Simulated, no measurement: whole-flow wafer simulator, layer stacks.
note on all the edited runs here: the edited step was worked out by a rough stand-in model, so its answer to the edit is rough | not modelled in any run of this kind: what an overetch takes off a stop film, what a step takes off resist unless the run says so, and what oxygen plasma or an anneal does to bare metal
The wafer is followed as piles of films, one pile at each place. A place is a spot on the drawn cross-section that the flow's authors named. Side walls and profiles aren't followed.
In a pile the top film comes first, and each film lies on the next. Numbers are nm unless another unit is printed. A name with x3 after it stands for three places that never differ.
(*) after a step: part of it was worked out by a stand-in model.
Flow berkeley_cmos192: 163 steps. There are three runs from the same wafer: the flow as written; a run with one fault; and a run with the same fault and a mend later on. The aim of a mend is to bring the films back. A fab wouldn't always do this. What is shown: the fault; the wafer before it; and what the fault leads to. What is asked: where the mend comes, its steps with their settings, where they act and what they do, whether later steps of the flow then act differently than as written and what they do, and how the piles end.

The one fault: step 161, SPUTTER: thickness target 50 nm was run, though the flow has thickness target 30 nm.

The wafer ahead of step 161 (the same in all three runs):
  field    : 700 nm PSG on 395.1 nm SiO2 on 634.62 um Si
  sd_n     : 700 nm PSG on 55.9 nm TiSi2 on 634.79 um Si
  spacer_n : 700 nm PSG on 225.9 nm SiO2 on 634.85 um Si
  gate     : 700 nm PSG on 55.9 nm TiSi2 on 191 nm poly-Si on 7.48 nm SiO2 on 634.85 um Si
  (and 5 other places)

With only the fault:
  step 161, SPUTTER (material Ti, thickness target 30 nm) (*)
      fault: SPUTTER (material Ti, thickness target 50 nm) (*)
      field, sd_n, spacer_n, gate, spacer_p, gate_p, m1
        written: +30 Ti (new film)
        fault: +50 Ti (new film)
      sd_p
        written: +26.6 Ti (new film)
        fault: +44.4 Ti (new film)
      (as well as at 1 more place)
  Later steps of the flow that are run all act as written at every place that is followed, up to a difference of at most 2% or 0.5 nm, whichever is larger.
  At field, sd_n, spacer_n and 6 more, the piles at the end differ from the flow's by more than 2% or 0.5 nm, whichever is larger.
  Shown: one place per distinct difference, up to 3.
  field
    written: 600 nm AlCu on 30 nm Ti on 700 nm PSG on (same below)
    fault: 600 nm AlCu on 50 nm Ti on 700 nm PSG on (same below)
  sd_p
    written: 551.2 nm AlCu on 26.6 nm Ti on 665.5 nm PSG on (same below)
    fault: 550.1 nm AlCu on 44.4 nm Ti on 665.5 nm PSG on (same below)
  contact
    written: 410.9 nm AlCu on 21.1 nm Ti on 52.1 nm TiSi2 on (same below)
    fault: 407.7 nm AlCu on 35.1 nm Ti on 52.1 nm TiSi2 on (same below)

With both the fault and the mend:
  The mend stands after step 161.
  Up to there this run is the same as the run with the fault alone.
  step 161a, ETCH (chemistry piranha, etches Ti, 120 C, 86 s) (the flow's step 148 again, with other settings)
      field, sd_n, spacer_n, gate, spacer_p, gate_p, m1
        -50 Ti (all of it)
      sd_p
        -44.4 Ti (all of it)
      contact
        -35.1 Ti (all of it), -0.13 TiSi2
  step 161b, SPUTTER (material Ti, thickness target 30 nm) (*) (the flow's step 161 again)
      field, sd_n, spacer_n, gate, spacer_p, gate_p, m1
        +30 Ti (new film)
      sd_p
        +26.6 Ti (new film)
      contact
        +21.1 Ti (new film)
  Later steps of the flow that are run all act as written at every place that is followed.
  At the end the piles are close to the flow's at the places that both follow, differing by at most 2% or 0.5 nm, whichever is larger.
